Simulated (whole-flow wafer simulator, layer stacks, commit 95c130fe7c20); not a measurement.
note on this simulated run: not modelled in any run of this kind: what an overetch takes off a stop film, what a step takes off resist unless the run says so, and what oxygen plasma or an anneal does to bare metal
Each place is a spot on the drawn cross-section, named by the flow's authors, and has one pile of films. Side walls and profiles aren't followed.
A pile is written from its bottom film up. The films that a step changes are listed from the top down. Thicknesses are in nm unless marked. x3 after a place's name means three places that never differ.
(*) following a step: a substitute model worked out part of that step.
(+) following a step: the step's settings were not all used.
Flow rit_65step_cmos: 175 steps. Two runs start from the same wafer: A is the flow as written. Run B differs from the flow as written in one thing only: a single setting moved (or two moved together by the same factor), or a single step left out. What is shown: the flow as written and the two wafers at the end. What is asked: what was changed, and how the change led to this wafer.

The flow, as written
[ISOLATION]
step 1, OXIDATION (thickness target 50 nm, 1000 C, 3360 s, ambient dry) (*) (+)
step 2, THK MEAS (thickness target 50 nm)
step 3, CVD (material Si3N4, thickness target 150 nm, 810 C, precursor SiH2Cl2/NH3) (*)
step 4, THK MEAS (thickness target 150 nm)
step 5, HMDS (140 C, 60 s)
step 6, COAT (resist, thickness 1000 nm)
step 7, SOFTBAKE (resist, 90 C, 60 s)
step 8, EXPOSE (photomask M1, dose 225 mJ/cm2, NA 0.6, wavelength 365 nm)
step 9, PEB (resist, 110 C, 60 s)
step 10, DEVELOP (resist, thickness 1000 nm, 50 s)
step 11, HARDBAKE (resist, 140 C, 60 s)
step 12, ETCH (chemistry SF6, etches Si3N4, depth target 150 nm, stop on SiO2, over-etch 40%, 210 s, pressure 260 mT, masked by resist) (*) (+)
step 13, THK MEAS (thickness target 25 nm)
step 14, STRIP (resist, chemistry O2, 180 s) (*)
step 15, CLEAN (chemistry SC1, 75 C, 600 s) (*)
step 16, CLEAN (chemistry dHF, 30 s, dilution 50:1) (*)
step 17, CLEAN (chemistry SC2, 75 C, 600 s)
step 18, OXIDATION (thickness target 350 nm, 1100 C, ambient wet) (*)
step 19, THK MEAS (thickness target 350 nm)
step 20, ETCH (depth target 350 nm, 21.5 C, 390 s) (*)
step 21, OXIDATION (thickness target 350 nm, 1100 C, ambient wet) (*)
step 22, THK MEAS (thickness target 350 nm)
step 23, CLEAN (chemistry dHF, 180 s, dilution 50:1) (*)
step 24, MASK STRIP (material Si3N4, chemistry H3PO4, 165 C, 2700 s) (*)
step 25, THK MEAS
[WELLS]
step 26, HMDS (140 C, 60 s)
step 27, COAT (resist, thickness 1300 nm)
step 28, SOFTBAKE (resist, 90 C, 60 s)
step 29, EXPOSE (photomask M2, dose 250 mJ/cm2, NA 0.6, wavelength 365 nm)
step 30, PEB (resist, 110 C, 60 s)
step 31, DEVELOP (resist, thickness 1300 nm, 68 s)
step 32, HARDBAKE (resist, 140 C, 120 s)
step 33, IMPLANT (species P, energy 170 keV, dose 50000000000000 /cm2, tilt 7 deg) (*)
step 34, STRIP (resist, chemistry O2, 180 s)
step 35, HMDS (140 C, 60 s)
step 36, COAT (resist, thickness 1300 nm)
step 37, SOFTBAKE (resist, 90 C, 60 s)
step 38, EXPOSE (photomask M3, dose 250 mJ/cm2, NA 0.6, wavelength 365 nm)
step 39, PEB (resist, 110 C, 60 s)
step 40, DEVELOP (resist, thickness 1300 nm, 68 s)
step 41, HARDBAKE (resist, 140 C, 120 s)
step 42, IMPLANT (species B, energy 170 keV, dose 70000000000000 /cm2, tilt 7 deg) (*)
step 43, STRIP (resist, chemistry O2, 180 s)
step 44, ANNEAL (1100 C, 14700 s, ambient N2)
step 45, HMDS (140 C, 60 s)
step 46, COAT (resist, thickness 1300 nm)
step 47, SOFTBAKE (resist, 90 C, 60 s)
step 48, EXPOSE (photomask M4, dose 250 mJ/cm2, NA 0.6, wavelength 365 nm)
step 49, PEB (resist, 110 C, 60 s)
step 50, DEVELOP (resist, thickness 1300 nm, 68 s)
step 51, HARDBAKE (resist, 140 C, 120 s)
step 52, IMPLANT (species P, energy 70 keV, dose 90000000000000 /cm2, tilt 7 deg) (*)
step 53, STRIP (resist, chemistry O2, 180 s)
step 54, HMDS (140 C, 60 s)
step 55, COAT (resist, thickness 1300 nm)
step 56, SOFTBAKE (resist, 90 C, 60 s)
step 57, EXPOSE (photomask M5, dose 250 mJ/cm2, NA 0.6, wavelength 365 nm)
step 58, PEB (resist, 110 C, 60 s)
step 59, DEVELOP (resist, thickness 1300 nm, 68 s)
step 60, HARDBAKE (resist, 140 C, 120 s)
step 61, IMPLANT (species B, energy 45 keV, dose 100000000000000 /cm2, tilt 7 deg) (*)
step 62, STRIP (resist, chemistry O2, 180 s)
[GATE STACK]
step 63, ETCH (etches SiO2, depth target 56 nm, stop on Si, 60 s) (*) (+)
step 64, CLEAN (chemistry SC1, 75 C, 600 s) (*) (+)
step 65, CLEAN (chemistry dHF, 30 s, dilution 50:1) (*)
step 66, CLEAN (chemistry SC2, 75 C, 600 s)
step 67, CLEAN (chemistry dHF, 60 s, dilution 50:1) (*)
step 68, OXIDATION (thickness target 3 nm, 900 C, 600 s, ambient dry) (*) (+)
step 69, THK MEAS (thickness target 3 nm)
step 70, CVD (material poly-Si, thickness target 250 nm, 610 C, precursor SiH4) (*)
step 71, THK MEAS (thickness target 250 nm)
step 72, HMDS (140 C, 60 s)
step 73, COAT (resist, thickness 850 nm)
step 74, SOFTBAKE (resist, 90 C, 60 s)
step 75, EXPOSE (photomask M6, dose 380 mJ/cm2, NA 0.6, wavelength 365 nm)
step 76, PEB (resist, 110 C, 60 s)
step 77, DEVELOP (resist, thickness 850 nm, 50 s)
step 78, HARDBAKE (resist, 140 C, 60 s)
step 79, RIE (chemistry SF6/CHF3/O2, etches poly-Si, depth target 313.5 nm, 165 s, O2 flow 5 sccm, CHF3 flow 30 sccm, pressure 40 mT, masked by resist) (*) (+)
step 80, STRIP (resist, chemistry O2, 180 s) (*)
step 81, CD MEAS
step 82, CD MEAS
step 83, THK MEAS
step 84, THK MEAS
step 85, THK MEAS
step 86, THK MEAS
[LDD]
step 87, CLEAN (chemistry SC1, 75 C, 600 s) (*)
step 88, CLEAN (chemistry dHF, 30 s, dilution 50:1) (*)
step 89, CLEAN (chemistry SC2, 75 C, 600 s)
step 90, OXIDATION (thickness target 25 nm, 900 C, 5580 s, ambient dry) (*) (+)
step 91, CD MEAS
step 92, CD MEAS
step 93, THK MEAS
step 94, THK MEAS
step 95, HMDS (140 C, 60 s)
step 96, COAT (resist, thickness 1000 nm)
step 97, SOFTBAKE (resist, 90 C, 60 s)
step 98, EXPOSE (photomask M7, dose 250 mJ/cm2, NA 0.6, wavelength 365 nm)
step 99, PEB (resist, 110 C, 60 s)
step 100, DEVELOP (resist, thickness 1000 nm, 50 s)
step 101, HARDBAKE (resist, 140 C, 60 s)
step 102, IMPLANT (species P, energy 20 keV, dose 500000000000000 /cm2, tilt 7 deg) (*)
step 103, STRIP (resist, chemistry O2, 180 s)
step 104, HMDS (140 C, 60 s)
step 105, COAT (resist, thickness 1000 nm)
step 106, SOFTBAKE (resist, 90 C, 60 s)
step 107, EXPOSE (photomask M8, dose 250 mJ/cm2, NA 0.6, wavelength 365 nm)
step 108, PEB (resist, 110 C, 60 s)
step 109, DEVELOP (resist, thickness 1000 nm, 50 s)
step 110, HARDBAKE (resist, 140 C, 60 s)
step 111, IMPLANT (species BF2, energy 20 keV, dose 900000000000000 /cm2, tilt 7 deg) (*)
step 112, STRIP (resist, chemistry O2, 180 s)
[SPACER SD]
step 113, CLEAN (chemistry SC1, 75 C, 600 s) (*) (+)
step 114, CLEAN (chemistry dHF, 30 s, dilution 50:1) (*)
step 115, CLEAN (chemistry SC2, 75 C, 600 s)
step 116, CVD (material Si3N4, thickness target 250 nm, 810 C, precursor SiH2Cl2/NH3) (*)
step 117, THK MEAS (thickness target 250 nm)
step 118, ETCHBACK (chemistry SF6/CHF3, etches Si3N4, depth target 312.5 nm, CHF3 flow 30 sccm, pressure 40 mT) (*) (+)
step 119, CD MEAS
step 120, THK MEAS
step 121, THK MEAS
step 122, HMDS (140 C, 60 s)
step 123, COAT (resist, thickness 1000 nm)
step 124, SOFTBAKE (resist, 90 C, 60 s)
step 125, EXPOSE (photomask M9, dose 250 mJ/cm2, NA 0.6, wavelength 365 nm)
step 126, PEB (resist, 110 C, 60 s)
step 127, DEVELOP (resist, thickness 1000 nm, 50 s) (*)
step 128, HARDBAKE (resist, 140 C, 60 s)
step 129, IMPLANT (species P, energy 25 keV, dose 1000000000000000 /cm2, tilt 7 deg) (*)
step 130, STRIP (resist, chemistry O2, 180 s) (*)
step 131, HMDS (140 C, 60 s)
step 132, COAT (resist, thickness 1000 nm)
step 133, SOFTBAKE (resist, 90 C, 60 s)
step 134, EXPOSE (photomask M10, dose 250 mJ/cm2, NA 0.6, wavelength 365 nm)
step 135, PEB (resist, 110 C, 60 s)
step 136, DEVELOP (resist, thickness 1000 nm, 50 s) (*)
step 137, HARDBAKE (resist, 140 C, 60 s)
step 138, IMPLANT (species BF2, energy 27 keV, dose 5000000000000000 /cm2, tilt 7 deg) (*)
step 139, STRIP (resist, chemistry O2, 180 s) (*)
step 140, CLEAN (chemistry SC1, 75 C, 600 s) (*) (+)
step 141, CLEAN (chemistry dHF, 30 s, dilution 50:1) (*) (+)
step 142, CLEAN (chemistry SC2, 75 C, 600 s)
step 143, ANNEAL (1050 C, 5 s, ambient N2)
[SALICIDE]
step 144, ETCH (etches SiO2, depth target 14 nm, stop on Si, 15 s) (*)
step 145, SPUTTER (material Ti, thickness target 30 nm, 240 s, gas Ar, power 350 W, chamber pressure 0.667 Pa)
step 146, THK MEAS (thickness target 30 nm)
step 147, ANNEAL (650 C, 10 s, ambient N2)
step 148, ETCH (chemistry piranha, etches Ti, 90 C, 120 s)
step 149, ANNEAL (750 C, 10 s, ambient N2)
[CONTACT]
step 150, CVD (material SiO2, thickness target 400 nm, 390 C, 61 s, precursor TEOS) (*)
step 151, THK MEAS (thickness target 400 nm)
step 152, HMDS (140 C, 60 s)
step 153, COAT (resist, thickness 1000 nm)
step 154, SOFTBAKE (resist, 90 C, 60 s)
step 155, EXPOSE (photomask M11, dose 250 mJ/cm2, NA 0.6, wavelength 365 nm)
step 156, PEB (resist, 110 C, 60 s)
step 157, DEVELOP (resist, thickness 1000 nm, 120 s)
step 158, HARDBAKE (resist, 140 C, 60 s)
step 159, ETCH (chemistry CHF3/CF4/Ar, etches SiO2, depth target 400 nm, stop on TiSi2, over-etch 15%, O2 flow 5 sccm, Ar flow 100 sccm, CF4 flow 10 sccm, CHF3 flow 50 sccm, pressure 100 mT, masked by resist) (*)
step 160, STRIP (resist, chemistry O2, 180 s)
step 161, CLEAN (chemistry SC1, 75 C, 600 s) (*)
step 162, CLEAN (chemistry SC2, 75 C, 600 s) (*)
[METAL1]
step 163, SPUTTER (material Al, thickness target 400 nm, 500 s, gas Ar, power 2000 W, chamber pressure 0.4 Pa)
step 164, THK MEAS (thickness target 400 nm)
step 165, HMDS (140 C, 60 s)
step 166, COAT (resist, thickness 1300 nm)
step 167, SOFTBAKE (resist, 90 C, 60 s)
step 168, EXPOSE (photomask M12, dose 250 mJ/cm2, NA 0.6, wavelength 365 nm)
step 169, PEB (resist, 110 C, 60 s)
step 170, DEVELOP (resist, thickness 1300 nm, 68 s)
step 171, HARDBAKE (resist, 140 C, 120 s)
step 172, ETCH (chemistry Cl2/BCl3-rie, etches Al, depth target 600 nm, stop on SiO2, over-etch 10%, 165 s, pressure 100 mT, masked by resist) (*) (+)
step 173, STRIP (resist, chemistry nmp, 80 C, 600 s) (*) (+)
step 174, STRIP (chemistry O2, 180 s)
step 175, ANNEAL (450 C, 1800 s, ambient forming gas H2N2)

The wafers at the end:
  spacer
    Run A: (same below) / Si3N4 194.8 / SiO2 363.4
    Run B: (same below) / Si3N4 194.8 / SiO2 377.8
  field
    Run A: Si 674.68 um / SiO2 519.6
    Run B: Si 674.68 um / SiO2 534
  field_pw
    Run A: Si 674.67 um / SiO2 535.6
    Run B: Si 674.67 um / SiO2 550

The reason: step 163, SPUTTER: power 2576 W was run, while the flow as written has power 2000 W.

The path from the change to this, step by step:
  step 163, SPUTTER (material Al, thickness target 400 nm, 500 s, gas Ar, power 2000 W, chamber pressure 0.4 Pa)
      field, field_pw, field_p, spacer, spacer_p: A Al gains 400 (new film) | B Al gains 515.2 (new film)
      gate_n, gate_p: A Al gains 396 (new film) | B Al gains 499.5 (new film)
      (and at 1 other place as well)
  step 172, ETCH (chemistry Cl2/BCl3-rie, etches Al, depth target 600 nm, stop on SiO2, over-etch 10%, 165 s, pressure 100 mT, masked by resist) (*) (+)
      field, field_pw, field_p, spacer, spacer_p: A Al loses 400 (all of it), SiO2 loses 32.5 | B Al loses 515.2 (all of it), SiO2 loses 18.1
      gate_n, gate_p: A Al loses 396 (all of it), SiO2 loses 33 | B Al loses 499.5 (all of it), SiO2 loses 20.1
      (and at 1 other place as well)
